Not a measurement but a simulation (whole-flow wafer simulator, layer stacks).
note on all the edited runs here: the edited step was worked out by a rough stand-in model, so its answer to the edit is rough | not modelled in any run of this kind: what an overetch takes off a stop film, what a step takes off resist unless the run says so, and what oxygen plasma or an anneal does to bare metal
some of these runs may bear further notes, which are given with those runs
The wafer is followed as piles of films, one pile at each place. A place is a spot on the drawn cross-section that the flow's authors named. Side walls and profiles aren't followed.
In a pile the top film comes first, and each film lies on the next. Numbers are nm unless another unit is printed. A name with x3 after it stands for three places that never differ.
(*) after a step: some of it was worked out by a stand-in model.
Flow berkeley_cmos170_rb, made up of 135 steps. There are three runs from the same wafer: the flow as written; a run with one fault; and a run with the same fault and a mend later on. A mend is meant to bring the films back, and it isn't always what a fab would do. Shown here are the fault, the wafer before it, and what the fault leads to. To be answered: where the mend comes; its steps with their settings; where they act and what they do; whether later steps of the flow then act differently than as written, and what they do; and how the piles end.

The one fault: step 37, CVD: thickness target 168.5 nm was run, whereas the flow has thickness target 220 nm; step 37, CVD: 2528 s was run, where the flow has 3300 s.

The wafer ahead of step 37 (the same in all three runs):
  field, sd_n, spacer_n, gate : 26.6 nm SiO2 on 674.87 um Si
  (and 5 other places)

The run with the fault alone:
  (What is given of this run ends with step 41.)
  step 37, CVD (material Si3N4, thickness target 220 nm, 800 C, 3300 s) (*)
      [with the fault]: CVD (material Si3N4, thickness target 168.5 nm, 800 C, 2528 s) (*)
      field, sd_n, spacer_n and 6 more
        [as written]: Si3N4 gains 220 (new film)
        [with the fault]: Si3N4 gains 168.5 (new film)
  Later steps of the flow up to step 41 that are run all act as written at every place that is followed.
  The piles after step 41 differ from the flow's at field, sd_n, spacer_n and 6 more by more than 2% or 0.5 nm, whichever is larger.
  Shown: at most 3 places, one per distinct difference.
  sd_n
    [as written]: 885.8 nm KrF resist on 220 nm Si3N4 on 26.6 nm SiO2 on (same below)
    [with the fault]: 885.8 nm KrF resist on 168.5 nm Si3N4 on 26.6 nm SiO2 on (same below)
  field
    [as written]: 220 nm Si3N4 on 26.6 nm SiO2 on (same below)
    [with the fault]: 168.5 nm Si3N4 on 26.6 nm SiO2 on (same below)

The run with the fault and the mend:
  After step 37 comes the mend.
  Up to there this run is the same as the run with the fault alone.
  step 37a, ETCH (chemistry h3po4, depth target 193.4 nm) (the flow's step 30, run once more with other settings)
      field, sd_n, spacer_n and 6 more
        Si3N4 loses 168.5 (all of it)
  step 37b, CLEAN (*)
      alters no film at any place that is followed
  step 37c, CVD (material Si3N4, thickness target 220 nm, 800 C, 3300 s) (*) (the flow's step 37, run once more)
      field, sd_n, spacer_n and 6 more
        Si3N4 gains 220 (new film)
  Later steps of the flow that are run all act as written at every place that is followed.
  The piles end the same as the flow's at every place that both follow.
